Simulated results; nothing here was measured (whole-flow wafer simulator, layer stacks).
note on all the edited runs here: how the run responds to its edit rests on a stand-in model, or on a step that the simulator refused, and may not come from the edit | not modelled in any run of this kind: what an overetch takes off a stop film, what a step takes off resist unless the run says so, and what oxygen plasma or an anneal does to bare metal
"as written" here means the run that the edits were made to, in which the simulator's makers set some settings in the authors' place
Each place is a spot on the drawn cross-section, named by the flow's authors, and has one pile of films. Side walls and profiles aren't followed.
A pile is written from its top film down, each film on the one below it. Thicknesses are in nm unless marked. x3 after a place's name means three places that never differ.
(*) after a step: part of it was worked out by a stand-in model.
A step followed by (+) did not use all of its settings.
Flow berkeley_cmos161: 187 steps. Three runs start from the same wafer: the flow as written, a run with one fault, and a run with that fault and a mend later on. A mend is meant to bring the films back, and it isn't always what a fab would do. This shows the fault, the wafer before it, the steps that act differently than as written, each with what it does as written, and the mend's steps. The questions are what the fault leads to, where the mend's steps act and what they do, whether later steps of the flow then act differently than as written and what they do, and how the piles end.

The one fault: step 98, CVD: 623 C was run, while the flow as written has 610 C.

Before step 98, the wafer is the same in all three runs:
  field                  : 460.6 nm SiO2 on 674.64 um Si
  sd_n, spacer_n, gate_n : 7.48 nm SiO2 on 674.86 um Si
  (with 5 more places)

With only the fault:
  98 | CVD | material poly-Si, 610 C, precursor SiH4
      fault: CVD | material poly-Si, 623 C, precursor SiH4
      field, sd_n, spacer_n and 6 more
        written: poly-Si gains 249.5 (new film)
        fault: poly-Si gains 318.1 (new film)
  Later steps of the flow acting differently than as written (16 other steps are not shown; they differ only slightly, by no more than 2% or 0.5 nm, whichever is larger):
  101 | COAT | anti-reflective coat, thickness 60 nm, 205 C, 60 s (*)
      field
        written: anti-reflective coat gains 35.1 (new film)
        fault: anti-reflective coat gains 35.9 (new film)
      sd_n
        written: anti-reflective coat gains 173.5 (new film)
        fault: anti-reflective coat gains 178.3 (new film)
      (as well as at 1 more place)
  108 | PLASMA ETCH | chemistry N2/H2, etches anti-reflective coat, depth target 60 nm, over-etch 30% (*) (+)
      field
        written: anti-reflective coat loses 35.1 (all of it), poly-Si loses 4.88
        fault: anti-reflective coat loses 35.9 (all of it), poly-Si loses 5.02
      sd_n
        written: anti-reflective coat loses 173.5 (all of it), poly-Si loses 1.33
        fault: anti-reflective coat loses 178.3 (all of it), poly-Si loses 1.37
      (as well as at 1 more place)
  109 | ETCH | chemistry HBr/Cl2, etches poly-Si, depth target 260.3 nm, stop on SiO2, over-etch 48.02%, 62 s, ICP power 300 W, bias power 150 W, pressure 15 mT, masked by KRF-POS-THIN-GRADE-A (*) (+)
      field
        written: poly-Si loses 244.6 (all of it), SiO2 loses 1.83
        fault: poly-Si loses 313.1 (all of it), SiO2 loses 0.36
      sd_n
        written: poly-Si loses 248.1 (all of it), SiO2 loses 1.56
        fault: poly-Si loses 316.7 (all of it), SiO2 loses 0.34
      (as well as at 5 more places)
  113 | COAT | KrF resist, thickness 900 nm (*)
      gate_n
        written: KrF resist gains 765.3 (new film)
        fault: KrF resist gains 710.1 (new film)
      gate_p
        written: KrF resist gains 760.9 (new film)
        fault: KrF resist gains 705.8 (new film)
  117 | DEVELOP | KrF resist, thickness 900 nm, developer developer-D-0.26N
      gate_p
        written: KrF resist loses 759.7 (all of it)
        fault: KrF resist loses 704.7 (all of it)
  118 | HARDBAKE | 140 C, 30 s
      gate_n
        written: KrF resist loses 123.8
        fault: KrF resist loses 114.7
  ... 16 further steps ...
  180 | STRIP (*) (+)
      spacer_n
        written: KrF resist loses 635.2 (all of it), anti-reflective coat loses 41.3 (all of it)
        fault: KrF resist loses 586.1 (all of it), anti-reflective coat loses 38.8 (all of it)
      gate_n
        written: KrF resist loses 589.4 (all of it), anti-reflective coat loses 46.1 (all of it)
        fault: KrF resist loses 546.5 (all of it), anti-reflective coat loses 38.6 (all of it)
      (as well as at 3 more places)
  By the end, the piles at spacer_n, gate_n, spacer_p, gate_p depart from the flow's by more than 2% or 0.5 nm, whichever is larger.
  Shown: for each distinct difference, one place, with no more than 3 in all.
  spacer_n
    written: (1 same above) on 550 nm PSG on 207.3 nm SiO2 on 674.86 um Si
    fault: (1 same above) on 550 nm PSG on 275.9 nm SiO2 on 674.86 um Si
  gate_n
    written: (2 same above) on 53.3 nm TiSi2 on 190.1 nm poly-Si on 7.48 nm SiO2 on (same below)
    fault: (2 same above) on 53.3 nm TiSi2 on 258.8 nm poly-Si on 7.48 nm SiO2 on (same below)

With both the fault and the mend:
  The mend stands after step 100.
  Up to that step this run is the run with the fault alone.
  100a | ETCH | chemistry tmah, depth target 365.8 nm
      field, sd_n, spacer_n and 6 more
        poly-Si loses 318.1 (all of it)
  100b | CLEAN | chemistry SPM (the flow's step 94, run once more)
      does not change any film at any place that is followed
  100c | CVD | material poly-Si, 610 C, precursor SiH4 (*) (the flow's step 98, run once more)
      field, sd_n, spacer_n and 6 more
        poly-Si gains 249.5 (new film)
  Every later step of the flow that is run acts as written at every place that is followed.
  The piles end the same as the flow's at every place that both follow.
